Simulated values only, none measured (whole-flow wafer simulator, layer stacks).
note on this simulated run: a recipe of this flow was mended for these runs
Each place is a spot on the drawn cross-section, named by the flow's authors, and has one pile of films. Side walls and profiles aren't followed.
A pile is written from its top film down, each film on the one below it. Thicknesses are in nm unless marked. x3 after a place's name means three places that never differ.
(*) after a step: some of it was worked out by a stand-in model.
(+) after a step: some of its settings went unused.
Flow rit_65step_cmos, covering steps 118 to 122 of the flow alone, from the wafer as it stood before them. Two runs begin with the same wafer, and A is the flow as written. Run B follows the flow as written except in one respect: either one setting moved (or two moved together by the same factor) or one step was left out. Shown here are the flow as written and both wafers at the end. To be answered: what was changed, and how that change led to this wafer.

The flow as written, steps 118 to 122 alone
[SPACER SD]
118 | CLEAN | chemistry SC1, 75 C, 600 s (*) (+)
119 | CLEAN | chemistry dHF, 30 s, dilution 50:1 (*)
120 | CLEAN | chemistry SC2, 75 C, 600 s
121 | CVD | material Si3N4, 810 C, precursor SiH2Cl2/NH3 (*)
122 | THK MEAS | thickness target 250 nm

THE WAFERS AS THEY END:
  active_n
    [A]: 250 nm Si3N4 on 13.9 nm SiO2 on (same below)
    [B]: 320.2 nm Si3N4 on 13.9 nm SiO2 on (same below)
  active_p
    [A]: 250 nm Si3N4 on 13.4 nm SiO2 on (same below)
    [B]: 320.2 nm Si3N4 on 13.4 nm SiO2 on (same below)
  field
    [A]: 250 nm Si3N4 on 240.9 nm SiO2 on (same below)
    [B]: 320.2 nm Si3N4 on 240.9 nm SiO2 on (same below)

Cause: step 121, CVD: 833 C was run, whereas the flow has 810 C.

The path from the change to this, step by step:
  121 | CVD | material Si3N4, 810 C, precursor SiH2Cl2/NH3 (*)
      field, field_pw, field_nw and 11 more: A Si3N4 gains 250 (new film) | B Si3N4 gains 320.2 (new film)
